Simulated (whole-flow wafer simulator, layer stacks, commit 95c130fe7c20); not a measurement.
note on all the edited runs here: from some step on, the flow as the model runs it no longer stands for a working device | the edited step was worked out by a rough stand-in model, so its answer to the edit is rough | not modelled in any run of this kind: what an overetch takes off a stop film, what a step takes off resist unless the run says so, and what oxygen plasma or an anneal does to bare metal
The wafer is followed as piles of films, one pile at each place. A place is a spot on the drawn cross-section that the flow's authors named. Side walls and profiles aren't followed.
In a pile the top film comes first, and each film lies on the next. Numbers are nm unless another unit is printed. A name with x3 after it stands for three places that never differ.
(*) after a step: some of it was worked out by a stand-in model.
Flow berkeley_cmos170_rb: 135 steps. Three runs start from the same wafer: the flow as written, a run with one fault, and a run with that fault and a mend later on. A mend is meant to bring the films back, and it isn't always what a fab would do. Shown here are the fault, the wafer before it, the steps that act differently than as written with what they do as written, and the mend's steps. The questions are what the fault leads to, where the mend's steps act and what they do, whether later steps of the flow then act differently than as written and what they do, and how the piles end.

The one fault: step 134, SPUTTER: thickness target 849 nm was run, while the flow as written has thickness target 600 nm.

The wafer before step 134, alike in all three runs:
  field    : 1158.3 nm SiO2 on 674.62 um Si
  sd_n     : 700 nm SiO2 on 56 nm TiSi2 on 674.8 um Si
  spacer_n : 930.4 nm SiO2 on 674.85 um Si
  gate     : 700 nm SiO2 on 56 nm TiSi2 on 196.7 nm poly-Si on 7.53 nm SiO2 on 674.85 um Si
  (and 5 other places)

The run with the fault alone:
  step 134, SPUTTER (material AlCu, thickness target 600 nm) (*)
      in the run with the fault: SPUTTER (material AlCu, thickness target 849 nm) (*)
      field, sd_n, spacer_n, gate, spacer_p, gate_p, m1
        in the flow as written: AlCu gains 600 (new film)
        in the run with the fault: AlCu gains 849 (new film)
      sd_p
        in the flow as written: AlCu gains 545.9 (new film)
        in the run with the fault: AlCu gains 785.5 (new film)
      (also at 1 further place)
  Every later step of the flow that is run acts as written at every place that is followed.
  At field, sd_n, spacer_n and 6 more, the piles at the end differ from the flow's by more than 2% or 0.5 nm, whichever is larger.
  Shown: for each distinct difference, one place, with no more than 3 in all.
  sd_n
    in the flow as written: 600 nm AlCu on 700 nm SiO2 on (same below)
    in the run with the fault: 849 nm AlCu on 700 nm SiO2 on (same below)
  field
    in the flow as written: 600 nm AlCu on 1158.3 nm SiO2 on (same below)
    in the run with the fault: 849 nm AlCu on 1158.3 nm SiO2 on (same below)
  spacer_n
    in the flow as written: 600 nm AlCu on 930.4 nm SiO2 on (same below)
    in the run with the fault: 849 nm AlCu on 930.4 nm SiO2 on (same below)

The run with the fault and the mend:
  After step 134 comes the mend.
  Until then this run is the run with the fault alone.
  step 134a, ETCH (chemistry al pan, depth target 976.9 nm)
      field, sd_n, spacer_n, gate, spacer_p, gate_p, m1
        AlCu loses 849 (all of it)
      sd_p
        AlCu loses 785.5 (all of it)
      contact
        AlCu loses 575.6 (all of it)
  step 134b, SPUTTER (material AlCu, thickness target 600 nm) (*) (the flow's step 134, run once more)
      field, sd_n, spacer_n, gate, spacer_p, gate_p, m1
        AlCu gains 600 (new film)
      sd_p
        AlCu gains 545.9 (new film)
      contact
        AlCu gains 415.1 (new film)
  Every later step of the flow that is run acts as written at every place that is followed.
  At every place that both follow, the piles at the end match the flow's.
